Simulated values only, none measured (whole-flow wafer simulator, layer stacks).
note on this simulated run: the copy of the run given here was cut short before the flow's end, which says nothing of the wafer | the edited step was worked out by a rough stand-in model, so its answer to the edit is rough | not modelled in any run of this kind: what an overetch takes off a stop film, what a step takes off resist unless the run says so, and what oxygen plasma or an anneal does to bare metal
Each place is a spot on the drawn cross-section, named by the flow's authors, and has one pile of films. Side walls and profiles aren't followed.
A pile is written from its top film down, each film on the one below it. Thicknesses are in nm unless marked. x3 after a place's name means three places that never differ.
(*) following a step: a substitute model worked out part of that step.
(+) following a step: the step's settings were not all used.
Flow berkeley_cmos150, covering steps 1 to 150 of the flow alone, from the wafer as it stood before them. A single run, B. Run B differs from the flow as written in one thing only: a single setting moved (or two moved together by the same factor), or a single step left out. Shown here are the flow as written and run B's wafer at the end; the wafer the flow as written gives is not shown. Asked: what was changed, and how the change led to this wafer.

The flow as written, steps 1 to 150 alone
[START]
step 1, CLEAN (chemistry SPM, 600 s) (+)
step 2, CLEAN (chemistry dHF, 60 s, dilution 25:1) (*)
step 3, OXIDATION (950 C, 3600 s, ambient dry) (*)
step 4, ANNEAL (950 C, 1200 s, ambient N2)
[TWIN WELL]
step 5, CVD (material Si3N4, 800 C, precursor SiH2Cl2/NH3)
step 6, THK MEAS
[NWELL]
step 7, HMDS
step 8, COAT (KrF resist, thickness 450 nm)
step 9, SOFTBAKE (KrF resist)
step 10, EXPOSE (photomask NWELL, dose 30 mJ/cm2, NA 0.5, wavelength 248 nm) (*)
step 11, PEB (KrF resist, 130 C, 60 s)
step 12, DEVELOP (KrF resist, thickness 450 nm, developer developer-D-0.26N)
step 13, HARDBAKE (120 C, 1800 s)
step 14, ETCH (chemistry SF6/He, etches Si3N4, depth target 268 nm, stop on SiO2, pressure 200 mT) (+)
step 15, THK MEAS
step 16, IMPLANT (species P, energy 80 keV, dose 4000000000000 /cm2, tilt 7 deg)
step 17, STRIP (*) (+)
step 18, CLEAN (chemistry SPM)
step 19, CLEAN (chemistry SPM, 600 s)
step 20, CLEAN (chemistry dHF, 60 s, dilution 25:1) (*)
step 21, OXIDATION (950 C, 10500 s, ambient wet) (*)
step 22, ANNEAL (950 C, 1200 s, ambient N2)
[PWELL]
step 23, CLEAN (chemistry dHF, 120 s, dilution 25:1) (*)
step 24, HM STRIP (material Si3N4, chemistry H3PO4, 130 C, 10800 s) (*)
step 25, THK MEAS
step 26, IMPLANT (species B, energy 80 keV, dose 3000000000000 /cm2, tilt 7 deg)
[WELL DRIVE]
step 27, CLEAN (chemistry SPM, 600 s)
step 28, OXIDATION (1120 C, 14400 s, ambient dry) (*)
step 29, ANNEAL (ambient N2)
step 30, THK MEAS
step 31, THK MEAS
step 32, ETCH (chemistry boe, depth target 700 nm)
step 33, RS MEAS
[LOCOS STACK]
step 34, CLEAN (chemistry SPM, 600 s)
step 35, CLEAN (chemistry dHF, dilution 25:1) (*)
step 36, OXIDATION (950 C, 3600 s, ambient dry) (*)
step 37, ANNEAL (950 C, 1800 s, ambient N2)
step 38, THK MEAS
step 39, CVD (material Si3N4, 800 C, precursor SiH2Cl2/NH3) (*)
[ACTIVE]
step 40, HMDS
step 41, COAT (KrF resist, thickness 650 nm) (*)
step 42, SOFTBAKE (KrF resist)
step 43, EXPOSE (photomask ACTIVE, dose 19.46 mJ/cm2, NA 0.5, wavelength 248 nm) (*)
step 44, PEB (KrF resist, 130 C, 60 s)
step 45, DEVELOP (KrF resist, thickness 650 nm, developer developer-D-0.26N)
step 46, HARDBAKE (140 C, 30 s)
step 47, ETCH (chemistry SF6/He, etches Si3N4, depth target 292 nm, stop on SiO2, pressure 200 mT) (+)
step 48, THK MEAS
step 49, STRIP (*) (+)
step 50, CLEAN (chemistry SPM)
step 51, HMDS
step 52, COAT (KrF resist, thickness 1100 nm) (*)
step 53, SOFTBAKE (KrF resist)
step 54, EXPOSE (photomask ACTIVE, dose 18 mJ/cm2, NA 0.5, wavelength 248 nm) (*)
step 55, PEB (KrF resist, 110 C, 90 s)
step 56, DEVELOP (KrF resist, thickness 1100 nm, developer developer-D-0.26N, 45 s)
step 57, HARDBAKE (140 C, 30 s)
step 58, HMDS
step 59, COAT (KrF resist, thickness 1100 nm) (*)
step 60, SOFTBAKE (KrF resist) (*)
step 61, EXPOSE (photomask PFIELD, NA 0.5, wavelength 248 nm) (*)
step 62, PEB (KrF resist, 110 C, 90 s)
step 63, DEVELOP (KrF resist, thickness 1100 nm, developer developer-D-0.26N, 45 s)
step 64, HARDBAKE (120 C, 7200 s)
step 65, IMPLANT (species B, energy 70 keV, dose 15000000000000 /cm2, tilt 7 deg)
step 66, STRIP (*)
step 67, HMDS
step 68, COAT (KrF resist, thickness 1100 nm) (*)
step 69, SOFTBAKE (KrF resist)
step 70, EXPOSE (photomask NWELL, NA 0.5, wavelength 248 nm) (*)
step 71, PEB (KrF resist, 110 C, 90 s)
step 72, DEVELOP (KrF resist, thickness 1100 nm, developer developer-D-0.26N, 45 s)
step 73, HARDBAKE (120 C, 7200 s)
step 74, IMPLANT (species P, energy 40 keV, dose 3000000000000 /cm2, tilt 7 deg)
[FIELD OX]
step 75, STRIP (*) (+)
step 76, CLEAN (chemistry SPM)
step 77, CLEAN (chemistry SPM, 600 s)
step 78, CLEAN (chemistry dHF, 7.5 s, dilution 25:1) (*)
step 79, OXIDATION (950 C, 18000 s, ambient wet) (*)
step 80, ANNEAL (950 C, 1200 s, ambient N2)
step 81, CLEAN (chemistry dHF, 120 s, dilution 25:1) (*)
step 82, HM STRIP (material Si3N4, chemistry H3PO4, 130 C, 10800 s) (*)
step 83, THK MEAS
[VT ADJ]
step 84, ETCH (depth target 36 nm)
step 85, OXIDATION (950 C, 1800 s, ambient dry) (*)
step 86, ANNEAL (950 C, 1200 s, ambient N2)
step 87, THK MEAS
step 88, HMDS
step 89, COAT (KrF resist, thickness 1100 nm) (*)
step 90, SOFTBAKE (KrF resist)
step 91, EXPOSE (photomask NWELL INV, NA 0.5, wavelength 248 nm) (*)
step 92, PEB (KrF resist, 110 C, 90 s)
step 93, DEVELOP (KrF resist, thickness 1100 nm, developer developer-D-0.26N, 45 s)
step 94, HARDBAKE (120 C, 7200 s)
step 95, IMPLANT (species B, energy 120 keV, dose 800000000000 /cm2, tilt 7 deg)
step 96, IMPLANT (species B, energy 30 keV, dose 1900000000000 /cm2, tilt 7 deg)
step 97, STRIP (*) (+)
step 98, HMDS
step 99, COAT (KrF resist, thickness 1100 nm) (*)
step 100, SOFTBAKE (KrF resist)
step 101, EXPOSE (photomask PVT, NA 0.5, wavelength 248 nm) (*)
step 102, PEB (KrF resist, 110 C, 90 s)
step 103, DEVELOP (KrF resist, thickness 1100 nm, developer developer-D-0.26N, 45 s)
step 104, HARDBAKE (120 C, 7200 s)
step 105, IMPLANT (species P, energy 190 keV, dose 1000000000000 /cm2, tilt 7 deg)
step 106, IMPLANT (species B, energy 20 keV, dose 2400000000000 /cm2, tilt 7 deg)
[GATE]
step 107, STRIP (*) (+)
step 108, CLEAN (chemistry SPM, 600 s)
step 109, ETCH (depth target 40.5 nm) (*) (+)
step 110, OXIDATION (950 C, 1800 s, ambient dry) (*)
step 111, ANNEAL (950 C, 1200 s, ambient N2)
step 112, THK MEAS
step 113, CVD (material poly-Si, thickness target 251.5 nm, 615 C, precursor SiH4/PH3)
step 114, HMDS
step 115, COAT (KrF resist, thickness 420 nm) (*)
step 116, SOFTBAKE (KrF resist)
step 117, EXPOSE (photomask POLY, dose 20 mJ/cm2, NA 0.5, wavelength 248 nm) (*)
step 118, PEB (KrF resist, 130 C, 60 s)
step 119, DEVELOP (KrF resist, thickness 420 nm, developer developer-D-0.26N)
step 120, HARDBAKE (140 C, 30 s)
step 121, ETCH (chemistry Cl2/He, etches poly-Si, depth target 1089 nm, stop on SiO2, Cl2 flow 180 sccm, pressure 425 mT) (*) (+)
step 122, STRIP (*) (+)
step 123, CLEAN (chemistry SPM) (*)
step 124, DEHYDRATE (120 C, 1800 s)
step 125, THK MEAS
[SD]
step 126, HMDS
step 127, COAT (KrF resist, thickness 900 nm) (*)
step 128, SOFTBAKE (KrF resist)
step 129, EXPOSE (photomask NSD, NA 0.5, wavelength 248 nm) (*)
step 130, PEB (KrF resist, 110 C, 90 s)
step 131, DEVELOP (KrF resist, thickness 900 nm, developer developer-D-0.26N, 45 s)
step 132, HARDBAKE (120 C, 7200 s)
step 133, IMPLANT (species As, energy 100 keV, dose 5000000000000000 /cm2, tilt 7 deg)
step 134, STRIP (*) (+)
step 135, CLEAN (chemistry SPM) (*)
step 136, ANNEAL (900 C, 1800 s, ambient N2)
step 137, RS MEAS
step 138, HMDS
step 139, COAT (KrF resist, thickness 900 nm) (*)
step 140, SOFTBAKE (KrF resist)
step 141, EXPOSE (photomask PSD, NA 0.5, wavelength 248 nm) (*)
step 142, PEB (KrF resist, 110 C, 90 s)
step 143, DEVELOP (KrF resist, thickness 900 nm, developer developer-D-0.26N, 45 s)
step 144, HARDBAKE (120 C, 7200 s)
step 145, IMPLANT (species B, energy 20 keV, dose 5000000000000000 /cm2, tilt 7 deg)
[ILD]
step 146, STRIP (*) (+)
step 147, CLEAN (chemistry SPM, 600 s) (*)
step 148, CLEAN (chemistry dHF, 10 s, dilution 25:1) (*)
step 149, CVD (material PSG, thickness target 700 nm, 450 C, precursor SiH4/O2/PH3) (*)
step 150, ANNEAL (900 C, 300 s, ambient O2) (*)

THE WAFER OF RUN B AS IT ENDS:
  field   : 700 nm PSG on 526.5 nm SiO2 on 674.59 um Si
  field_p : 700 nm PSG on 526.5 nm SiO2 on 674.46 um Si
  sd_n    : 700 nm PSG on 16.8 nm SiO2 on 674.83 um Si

What caused this: step 109, ETCH: depth target 36.5 nm was run, though the flow has depth target 40.5 nm.

Step by step, how the change led to this:
  step 109, ETCH (depth target 40.5 nm) (*) (+)
      sd_n: -36.5 SiO2 (in the flow as written it would be: -40.4 SiO2 (all of it))
      field, field_p: -36.5 SiO2 (in the flow as written it would be: -40.5 SiO2)
  step 110, OXIDATION (950 C, 1800 s, ambient dry) (*)
      sd_n: +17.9 SiO2, -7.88 Si (in the flow as written it would be: +20.4 SiO2 (new film), -8.98 Si)
